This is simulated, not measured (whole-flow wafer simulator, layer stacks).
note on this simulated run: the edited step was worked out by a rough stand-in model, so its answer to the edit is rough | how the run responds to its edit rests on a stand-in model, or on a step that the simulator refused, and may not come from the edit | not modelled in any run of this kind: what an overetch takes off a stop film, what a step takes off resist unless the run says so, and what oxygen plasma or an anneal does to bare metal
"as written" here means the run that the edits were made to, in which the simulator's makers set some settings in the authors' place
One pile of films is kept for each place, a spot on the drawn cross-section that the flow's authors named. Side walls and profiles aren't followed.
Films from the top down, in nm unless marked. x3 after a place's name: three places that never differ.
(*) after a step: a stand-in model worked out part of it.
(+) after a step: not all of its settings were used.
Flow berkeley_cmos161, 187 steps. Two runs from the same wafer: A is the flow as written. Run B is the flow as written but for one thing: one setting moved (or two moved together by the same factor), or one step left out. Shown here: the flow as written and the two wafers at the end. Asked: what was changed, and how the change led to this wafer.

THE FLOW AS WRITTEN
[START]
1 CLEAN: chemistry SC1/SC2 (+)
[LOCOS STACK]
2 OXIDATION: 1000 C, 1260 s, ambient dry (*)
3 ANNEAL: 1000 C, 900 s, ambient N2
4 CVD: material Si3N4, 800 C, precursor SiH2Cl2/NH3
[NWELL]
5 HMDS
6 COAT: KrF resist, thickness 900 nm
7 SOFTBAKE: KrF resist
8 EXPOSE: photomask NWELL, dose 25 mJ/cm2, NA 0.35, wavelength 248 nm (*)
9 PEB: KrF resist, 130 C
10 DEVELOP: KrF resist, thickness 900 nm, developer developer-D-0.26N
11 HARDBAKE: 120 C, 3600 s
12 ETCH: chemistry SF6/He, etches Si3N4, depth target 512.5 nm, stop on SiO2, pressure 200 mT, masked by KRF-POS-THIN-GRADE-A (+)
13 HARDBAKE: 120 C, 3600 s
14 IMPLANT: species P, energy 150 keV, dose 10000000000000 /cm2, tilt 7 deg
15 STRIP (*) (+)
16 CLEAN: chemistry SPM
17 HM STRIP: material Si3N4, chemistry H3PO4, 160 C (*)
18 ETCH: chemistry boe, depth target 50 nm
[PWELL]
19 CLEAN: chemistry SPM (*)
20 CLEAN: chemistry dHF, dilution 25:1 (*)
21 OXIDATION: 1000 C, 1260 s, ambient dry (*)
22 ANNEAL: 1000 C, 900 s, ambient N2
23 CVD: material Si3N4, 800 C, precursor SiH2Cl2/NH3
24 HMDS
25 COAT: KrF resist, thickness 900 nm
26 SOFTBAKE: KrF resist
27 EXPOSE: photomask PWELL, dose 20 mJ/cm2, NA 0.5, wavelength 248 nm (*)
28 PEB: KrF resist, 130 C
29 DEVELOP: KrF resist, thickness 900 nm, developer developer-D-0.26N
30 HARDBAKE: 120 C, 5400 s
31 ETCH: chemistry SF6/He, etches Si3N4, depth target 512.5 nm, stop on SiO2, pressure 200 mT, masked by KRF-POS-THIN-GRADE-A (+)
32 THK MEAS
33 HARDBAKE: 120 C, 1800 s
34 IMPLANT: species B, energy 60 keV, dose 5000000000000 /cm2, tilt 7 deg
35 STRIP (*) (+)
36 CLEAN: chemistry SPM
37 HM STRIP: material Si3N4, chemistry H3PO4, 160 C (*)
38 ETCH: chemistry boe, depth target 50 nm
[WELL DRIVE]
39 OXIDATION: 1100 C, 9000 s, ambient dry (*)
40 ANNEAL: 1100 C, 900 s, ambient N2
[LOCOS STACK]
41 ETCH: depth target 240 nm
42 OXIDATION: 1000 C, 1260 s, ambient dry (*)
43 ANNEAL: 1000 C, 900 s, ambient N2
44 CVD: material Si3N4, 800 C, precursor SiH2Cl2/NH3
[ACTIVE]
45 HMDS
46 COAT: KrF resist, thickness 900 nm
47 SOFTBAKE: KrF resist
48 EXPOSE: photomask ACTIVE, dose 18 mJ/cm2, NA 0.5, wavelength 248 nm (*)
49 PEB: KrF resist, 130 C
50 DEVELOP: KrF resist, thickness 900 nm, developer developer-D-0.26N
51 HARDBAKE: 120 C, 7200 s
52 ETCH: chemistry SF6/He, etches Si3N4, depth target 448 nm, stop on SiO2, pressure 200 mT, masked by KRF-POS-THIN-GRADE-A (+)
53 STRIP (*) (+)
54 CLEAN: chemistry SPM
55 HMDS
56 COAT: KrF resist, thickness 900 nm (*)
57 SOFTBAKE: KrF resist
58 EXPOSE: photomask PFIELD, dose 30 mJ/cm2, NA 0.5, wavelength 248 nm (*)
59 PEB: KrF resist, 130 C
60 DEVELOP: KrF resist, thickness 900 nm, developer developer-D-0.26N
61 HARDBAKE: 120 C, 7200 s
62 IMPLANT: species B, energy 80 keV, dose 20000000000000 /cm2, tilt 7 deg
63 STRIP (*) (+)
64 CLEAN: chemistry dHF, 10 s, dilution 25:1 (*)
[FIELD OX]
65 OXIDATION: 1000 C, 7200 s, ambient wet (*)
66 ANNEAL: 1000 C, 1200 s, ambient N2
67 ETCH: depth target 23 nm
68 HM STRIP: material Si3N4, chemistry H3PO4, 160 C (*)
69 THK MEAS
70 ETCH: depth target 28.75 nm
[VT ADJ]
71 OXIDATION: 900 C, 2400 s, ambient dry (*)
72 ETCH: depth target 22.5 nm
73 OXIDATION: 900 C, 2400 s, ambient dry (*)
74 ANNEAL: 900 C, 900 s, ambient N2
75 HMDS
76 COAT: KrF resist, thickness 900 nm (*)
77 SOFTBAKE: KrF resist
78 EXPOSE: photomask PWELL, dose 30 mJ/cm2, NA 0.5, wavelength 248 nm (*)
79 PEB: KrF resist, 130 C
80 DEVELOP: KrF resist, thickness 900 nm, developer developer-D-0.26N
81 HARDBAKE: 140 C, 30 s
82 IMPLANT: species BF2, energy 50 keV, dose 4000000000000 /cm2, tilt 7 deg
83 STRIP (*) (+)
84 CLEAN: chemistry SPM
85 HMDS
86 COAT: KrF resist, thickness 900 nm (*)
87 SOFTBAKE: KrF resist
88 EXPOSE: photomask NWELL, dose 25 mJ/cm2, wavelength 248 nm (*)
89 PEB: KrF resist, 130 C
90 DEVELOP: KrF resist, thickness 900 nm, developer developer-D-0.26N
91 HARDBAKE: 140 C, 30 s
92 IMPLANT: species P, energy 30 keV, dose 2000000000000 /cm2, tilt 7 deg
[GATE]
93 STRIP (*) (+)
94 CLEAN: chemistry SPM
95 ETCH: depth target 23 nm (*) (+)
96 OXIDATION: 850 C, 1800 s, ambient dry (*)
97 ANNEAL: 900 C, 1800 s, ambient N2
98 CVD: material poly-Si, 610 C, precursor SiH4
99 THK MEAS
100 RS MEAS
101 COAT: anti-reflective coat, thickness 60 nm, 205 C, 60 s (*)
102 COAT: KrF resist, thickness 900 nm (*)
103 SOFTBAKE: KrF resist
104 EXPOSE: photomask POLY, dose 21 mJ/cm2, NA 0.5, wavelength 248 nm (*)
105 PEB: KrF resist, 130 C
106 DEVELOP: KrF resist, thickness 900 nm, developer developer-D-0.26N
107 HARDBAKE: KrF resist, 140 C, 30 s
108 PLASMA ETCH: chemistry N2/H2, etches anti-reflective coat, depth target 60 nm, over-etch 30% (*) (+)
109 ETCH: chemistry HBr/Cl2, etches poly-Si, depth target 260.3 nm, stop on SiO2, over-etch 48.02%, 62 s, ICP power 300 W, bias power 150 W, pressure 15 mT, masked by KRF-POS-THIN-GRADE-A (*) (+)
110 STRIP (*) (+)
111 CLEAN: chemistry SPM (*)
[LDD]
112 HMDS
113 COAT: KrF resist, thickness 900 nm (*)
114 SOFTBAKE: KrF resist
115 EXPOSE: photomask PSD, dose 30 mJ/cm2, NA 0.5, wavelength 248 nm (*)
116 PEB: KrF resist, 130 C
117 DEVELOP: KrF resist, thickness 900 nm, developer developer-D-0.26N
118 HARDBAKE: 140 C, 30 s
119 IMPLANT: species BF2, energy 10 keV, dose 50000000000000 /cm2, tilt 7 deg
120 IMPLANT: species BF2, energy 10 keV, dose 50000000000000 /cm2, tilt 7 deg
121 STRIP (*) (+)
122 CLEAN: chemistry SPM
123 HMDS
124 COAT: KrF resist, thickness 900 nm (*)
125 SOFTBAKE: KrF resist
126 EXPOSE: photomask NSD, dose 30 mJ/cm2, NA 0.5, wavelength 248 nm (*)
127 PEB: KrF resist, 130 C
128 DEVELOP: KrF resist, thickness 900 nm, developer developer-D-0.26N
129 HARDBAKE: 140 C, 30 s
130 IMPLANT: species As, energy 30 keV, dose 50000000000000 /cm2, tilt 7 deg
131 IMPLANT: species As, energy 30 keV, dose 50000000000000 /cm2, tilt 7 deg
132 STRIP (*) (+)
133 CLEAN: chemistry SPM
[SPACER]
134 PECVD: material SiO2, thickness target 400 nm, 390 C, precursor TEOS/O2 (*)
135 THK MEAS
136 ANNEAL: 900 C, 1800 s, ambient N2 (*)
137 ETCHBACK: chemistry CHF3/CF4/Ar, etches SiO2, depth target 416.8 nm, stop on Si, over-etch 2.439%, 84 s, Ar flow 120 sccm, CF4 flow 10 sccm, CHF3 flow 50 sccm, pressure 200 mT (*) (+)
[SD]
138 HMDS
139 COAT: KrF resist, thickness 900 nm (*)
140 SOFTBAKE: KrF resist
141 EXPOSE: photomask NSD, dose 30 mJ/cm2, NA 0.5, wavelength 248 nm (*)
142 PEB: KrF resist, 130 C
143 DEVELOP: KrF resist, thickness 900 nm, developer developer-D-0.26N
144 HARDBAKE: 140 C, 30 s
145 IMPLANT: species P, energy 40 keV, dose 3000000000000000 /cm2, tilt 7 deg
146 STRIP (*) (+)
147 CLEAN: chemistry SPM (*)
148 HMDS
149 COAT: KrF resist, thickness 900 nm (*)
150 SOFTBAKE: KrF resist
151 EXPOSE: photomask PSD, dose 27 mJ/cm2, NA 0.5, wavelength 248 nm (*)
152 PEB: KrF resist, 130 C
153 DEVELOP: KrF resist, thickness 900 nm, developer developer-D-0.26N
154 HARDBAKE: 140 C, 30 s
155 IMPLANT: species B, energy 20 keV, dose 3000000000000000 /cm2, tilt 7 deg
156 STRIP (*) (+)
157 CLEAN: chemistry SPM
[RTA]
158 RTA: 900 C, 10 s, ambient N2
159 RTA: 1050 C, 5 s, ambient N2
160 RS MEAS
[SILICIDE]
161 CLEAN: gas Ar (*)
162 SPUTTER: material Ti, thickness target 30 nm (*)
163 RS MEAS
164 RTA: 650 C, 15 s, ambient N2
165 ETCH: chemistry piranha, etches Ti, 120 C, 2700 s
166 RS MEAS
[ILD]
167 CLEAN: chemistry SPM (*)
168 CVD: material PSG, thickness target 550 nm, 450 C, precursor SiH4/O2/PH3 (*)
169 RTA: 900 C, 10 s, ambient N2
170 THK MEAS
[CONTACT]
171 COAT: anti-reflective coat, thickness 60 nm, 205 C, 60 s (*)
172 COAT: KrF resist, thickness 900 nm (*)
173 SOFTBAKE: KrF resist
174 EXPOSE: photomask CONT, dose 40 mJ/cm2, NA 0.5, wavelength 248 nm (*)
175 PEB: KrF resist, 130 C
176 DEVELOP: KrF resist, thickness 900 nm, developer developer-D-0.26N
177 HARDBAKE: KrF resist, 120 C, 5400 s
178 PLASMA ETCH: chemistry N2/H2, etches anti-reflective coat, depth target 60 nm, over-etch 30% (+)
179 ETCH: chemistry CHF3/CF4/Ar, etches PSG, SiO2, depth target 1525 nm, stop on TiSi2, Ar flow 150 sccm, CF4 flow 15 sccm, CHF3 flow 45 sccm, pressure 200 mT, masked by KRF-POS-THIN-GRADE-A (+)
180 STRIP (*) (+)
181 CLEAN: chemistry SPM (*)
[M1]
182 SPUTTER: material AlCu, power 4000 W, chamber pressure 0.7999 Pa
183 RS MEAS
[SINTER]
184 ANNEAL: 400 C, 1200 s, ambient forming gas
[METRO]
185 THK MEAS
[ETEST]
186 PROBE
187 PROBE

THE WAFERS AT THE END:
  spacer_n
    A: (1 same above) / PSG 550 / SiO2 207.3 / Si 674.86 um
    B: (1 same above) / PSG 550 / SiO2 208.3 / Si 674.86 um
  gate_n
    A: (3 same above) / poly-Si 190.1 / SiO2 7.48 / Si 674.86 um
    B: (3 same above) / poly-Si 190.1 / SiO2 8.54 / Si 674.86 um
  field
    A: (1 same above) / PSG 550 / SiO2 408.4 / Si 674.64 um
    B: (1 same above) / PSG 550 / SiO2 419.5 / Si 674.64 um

The cause: step 95, ETCH: depth target 11.89 nm was run, where the flow has depth target 23 nm.

How the change led to this, step by step:
  95 ETCH: depth target 23 nm (*) (+)
      sd_n, spacer_n, gate_n, sd_p, spacer_p, gate_p, contact, m1: A SiO2 -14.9 (all of it) | B SiO2 -11.9
      field: A SiO2 -23 | B SiO2 -11.9
  96 OXIDATION: 850 C, 1800 s, ambient dry (*)
      sd_n, spacer_n, gate_n, sd_p, spacer_p, gate_p, contact, m1: A SiO2 +7.48 (new film), Si -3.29 | B SiO2 +5.48, Si -2.41
  101 COAT: anti-reflective coat, thickness 60 nm, 205 C, 60 s (*)
      sd_n: A anti-reflective coat +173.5 (new film) | B anti-reflective coat +181.1 (new film)
      spacer_n: A anti-reflective coat +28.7 (new film) | B anti-reflective coat +27 (new film)
      (and at 4 more places)
  108 PLASMA ETCH: chemistry N2/H2, etches anti-reflective coat, depth target 60 nm, over-etch 30% (*) (+)
      sd_n: A anti-reflective coat -173.5 (all of it), poly-Si -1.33 | B anti-reflective coat -181.1 (all of it), poly-Si -1.39
      spacer_n: A anti-reflective coat -28.7 (all of it), poly-Si -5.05 | B anti-reflective coat -27 (all of it), poly-Si -5.34
      (and at 2 more places)
  110 STRIP (*) (+)
      gate_n: A chemical SiO2 +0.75 (new film), KrF resist -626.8 (all of it), anti-reflective coat -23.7 (all of it), poly-Si -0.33 | B chemical SiO2 +0.75 (new film), KrF resist -633 (all of it), anti-reflective coat -22 (all of it), poly-Si -0.33
      gate_p: A chemical SiO2 +0.75 (new film), KrF resist -598.2 (all of it), anti-reflective coat -27.9 (all of it), poly-Si -0.33 | B chemical SiO2 +0.75 (new film), KrF resist -601.8 (all of it), anti-reflective coat -27 (all of it), poly-Si -0.33
  171 COAT: anti-reflective coat, thickness 60 nm, 205 C, 60 s (*)
      sd_n: A anti-reflective coat +149.7 (new film) | B anti-reflective coat +158.2 (new film)
      m1: A anti-reflective coat +97.8 (new film) | B anti-reflective coat +100.4 (new film)
  180 STRIP (*) (+)
      sd_n: A KrF resist -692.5 (all of it), anti-reflective coat -149.7 (all of it) | B KrF resist -690.7 (all of it), anti-reflective coat -158.2 (all of it)
      m1: A KrF resist -739.9 (all of it), anti-reflective coat -97.8 (all of it) | B KrF resist -743.6 (all of it), anti-reflective coat -100.4 (all of it)
